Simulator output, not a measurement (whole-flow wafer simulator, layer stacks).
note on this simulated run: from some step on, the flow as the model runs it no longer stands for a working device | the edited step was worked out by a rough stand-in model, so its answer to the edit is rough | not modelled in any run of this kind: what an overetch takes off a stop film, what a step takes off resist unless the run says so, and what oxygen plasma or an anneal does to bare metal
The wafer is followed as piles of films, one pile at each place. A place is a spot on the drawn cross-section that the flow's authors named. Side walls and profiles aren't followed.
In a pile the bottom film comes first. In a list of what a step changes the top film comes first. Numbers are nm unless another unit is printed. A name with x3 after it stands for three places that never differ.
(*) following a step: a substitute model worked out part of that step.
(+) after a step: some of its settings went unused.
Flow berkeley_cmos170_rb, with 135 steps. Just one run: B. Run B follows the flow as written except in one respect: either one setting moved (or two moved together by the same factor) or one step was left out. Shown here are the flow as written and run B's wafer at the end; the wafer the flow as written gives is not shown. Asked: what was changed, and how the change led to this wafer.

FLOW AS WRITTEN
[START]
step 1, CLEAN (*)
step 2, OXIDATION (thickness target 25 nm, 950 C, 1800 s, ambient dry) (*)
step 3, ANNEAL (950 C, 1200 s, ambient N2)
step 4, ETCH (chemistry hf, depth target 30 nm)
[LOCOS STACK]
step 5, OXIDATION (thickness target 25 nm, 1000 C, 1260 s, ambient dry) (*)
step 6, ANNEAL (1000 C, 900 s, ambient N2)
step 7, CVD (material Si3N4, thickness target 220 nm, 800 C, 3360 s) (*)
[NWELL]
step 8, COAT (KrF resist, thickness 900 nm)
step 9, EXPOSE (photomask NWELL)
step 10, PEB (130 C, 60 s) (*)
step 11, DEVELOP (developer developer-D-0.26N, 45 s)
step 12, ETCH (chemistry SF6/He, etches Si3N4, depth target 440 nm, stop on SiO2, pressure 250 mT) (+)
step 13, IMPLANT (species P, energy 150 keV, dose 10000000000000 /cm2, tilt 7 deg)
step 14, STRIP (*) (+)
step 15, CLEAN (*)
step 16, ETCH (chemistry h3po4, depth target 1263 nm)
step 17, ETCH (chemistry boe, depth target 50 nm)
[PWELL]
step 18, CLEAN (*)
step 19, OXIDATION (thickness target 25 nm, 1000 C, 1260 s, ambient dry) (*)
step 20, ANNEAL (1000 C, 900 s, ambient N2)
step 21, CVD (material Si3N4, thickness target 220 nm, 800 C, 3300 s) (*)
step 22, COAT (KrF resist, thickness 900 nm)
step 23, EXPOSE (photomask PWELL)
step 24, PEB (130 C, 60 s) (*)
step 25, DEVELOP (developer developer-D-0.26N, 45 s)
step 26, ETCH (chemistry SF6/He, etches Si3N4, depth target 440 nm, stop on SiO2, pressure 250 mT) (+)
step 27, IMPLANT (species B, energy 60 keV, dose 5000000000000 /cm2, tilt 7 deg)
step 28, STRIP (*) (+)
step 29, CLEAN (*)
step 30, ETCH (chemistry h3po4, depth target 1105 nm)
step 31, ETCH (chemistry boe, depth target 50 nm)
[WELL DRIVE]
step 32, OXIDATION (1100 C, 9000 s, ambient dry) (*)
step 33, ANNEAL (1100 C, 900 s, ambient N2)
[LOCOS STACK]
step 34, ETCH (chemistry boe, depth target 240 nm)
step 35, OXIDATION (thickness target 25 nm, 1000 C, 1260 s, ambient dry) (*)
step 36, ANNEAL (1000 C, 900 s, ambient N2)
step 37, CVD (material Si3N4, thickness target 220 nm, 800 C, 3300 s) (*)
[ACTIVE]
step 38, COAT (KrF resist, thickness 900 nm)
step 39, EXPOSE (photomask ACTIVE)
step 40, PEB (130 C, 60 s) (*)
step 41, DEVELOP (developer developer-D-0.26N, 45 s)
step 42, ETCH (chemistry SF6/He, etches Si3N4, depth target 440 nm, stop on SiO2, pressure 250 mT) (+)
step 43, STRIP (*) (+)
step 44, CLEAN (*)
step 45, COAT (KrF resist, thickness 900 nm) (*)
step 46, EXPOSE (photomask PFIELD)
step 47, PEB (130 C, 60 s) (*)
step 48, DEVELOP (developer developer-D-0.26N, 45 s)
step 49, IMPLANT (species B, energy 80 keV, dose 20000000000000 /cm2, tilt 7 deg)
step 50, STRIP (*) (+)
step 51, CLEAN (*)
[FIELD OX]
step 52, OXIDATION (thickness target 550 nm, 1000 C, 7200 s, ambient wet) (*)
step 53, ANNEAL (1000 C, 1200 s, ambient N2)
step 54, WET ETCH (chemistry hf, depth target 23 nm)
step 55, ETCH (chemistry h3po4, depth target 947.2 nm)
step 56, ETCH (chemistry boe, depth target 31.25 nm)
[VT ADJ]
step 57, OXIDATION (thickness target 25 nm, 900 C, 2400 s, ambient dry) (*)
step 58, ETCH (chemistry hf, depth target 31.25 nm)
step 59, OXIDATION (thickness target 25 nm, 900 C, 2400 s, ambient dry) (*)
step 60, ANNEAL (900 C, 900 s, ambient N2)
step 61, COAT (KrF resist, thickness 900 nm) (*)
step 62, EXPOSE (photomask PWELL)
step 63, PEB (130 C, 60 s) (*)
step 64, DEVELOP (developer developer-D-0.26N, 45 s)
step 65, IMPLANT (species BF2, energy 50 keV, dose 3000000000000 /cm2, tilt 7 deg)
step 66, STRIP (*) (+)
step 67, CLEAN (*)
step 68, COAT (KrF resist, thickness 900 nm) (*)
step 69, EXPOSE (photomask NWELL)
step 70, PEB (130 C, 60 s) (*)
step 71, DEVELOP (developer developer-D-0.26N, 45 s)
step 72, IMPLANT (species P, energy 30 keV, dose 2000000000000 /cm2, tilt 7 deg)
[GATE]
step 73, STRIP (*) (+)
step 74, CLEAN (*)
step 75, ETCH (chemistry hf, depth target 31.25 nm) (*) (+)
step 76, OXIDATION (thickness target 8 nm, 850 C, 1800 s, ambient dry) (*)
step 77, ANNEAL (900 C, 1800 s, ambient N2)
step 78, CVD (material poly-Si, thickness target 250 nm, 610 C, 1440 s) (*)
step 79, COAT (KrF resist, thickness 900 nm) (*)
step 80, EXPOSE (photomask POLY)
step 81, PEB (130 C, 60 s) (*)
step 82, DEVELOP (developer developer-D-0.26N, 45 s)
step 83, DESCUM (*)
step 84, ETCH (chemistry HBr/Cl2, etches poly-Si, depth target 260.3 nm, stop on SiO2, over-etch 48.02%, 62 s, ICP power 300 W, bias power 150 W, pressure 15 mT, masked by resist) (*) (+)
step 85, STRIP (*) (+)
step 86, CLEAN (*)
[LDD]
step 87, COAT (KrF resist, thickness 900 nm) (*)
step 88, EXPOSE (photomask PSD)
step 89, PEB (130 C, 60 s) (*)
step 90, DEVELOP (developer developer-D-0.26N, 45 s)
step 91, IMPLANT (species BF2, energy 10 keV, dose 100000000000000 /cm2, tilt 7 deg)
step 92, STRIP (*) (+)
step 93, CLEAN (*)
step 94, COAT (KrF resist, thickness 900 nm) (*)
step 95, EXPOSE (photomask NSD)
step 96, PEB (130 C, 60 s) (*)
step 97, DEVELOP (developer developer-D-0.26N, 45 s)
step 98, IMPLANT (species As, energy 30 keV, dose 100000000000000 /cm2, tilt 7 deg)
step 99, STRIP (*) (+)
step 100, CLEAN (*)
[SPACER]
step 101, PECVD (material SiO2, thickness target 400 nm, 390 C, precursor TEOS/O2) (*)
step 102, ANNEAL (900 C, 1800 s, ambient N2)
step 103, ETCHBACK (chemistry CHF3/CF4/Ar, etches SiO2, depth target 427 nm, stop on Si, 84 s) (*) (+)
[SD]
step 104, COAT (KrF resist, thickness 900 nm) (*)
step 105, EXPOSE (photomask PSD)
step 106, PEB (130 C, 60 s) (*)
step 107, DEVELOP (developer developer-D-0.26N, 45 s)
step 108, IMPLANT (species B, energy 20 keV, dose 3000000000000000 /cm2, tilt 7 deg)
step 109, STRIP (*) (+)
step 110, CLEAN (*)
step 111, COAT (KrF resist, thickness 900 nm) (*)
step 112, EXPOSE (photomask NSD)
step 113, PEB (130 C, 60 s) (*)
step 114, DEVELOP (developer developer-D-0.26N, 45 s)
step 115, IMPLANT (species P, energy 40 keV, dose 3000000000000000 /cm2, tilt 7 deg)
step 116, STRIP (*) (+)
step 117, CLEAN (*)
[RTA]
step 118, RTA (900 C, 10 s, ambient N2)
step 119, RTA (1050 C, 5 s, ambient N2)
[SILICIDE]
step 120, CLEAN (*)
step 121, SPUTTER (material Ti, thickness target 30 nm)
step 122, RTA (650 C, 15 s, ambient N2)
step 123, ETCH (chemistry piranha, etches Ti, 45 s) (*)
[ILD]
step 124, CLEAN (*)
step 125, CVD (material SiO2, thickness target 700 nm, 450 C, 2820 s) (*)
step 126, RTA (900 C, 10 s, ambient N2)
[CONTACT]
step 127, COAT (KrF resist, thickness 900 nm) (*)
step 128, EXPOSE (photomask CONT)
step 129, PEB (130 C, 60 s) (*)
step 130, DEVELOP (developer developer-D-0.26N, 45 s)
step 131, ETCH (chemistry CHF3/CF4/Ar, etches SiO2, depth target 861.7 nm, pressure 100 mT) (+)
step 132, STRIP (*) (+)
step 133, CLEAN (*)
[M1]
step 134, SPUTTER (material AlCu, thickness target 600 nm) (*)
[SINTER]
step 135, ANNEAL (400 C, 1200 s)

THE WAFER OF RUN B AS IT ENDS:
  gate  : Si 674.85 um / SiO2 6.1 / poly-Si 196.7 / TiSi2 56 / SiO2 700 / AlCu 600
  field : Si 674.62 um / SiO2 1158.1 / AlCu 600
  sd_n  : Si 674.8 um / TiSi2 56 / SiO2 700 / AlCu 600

What caused this: step 76, OXIDATION: 1251 s was run, while the flow as written has 1800 s.

The path from the change to this, step by step:
  step 76, OXIDATION (thickness target 8 nm, 850 C, 1800 s, ambient dry) (*)
      sd_n, spacer_n, gate, sd_p, spacer_p, gate_p, contact, m1: +6.1 SiO2 (new film), -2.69 Si (it would be, as written: +7.53 SiO2 (new film), -3.31 Si)
